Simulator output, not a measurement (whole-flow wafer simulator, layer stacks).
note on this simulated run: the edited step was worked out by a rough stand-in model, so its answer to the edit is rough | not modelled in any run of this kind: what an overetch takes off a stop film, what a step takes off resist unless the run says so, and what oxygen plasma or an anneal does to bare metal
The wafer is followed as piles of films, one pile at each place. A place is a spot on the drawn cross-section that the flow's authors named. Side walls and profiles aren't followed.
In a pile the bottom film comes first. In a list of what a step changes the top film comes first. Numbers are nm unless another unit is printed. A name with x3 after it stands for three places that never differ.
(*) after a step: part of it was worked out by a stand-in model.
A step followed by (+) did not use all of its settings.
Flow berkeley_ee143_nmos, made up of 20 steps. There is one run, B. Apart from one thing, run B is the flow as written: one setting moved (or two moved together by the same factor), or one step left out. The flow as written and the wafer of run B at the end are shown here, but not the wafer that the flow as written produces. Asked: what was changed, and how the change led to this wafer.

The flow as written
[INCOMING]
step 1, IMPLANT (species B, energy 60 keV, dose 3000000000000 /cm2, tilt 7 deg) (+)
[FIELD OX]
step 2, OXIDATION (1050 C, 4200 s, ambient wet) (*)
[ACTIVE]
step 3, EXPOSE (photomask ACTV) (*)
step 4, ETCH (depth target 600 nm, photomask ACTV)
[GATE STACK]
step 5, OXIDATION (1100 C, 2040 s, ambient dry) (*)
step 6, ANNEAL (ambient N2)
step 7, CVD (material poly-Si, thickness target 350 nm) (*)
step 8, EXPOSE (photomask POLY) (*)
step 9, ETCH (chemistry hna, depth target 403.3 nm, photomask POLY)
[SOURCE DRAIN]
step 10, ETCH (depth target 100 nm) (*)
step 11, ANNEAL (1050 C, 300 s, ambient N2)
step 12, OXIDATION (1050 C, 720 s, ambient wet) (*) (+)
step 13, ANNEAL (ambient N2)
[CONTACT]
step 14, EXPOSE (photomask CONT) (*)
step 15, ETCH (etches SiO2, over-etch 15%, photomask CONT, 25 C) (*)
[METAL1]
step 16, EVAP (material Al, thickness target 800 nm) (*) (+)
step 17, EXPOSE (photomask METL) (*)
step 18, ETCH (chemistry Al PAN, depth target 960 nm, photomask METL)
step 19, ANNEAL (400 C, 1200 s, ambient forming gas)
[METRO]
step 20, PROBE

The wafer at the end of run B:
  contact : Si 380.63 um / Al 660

Cause: step 16, EVAP: thickness target 660 nm was run, though the flow has thickness target 800 nm.
The wafer lets one read it off: contact has Al 660, and step 16 as written asks for 800 nm.

Step by step, how the change led to this:
  step 16, EVAP (material Al, thickness target 800 nm) (*) (+)
      gate, sd, contact, field: Al gains 660 (new film) (it would be, as written: Al gains 800 (new film))
  step 18, ETCH (chemistry Al PAN, depth target 960 nm, photomask METL)
      gate, sd, field: Al loses 660 (all of it) (it would be, as written: Al loses 800 (all of it))
